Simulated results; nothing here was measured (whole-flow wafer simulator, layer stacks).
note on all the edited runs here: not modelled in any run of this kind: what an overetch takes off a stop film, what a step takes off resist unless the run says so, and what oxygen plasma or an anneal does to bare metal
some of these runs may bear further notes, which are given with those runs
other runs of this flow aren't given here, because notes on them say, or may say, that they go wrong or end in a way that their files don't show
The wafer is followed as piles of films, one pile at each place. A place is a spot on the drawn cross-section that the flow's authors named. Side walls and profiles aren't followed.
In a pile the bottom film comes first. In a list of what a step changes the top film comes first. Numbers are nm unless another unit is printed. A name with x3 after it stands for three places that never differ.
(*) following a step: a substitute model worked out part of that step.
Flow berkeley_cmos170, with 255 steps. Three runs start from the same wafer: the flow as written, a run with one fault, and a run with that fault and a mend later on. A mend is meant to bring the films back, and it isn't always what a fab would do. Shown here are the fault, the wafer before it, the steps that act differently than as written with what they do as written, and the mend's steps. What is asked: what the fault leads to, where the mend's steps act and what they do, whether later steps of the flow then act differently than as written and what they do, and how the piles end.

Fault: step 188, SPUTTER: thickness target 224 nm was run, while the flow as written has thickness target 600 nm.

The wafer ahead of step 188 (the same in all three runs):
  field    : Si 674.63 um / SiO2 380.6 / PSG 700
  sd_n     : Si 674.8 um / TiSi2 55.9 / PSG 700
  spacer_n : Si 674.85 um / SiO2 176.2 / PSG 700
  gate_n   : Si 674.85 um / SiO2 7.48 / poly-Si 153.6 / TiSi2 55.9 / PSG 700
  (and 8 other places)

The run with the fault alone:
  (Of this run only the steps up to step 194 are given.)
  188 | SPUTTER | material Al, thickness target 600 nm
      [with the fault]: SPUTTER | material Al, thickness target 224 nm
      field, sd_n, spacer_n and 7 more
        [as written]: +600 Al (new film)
        [with the fault]: +224 Al (new film)
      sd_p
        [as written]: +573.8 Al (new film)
        [with the fault]: +207.6 Al (new film)
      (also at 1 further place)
  Later steps of the flow acting differently than as written (not shown: 2 more steps that differ only slightly, by at most 2% or 0.5 nm, whichever is larger):
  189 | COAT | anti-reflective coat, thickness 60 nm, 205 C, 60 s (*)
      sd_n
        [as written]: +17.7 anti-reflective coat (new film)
        [with the fault]: +7.69 anti-reflective coat (new film)
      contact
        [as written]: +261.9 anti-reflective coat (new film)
        [with the fault]: +222.3 anti-reflective coat (new film)
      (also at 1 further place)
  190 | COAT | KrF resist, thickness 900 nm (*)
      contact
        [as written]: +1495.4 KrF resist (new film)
        [with the fault]: +1414.1 KrF resist (new film)
  After step 194, at field, sd_n, spacer_n and 9 more, the piles differ from the flow's by more than 2% or 0.5 nm, whichever is larger.
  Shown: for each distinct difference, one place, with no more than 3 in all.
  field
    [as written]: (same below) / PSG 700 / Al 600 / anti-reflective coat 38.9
    [with the fault]: (same below) / PSG 700 / Al 224 / anti-reflective coat 38.7
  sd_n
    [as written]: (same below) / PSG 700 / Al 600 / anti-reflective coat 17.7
    [with the fault]: (same below) / PSG 700 / Al 224 / anti-reflective coat 7.69
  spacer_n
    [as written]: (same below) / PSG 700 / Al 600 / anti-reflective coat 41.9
    [with the fault]: (same below) / PSG 700 / Al 224 / anti-reflective coat 42

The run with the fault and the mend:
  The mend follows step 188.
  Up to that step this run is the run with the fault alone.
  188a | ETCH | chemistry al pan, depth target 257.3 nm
      field, sd_n, spacer_n and 7 more
        -224 Al (all of it)
      sd_p
        -207.6 Al (all of it)
      contact
        -159.3 Al (all of it)
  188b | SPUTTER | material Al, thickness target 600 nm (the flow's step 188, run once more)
      field, sd_n, spacer_n and 7 more
        +600 Al (new film)
      sd_p
        +573.8 Al (new film)
      contact
        +415.7 Al (new film)
  None of the later steps of the flow acts differently than as written at any place that is followed.
  By the end, the piles equal the flow's at every place that both follow.
